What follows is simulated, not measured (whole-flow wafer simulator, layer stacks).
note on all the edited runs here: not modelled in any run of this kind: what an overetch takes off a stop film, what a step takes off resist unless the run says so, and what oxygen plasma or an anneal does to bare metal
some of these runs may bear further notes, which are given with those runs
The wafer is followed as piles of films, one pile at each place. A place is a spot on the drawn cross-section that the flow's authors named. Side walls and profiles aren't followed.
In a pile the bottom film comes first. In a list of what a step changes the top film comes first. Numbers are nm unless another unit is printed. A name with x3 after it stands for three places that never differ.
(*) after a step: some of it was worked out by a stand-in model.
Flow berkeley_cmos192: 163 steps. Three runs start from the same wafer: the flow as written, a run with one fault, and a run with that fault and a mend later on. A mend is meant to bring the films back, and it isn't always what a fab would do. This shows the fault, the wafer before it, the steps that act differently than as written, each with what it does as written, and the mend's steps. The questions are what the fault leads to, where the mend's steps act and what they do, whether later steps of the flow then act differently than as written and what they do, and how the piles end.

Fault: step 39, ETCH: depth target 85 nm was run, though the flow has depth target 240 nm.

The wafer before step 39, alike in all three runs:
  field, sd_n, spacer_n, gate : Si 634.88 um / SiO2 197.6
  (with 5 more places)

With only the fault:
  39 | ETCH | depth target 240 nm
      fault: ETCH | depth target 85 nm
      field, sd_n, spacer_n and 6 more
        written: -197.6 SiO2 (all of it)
        fault: -85 SiO2
  Steps further on in the flow that do not act as written (24 other steps are not shown; they differ only slightly, by no more than 2% or 0.5 nm, whichever is larger):
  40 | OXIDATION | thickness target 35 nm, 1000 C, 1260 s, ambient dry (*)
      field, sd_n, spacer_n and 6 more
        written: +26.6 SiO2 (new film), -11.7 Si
        fault: +11.2 SiO2, -4.91 Si
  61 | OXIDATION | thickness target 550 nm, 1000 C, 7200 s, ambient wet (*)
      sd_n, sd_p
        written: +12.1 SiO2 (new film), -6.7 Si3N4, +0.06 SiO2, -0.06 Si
        fault: +12.1 SiO2 (new film), -6.7 Si3N4
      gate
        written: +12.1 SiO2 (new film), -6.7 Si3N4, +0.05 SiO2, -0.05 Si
        fault: +12.1 SiO2 (new film), -6.7 Si3N4
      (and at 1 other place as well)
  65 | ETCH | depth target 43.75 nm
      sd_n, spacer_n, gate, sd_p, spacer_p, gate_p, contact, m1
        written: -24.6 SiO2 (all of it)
        fault: -43.8 SiO2
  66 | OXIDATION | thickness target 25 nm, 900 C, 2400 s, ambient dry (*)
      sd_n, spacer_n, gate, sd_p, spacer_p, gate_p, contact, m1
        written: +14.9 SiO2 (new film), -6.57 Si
        fault: +7.19 SiO2, -3.16 Si
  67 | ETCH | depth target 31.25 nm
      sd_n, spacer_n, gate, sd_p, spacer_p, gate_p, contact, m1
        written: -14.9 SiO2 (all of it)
        fault: -31.2 SiO2
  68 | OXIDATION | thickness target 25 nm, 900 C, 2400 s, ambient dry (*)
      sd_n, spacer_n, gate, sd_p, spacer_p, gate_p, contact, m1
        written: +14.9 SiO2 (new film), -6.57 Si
        fault: +7 SiO2, -3.08 Si
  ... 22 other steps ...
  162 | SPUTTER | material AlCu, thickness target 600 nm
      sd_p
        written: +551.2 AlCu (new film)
        fault: +519.5 AlCu (new film)
  At field, spacer_n, gate, sd_p, spacer_p, gate_p, the piles at the end differ from the flow's by more than 2% or 0.5 nm, whichever is larger.
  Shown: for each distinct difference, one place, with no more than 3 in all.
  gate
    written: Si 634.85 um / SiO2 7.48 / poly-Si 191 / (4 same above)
    fault: Si 634.86 um / SiO2 33.1 / poly-Si 191 / (4 same above)
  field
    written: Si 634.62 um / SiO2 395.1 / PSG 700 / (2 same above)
    fault: Si 634.66 um / SiO2 431.2 / PSG 700 / (2 same above)
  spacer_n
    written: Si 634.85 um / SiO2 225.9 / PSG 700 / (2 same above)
    fault: Si 634.86 um / SiO2 251.6 / PSG 700 / (2 same above)

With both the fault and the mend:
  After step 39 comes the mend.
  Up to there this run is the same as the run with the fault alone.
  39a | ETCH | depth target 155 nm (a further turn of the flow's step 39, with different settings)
      field, sd_n, spacer_n and 6 more
        -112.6 SiO2 (all of it)
  Every later step of the flow that is run acts as written at every place that is followed.
  At every place that both follow, the piles at the end match the flow's.
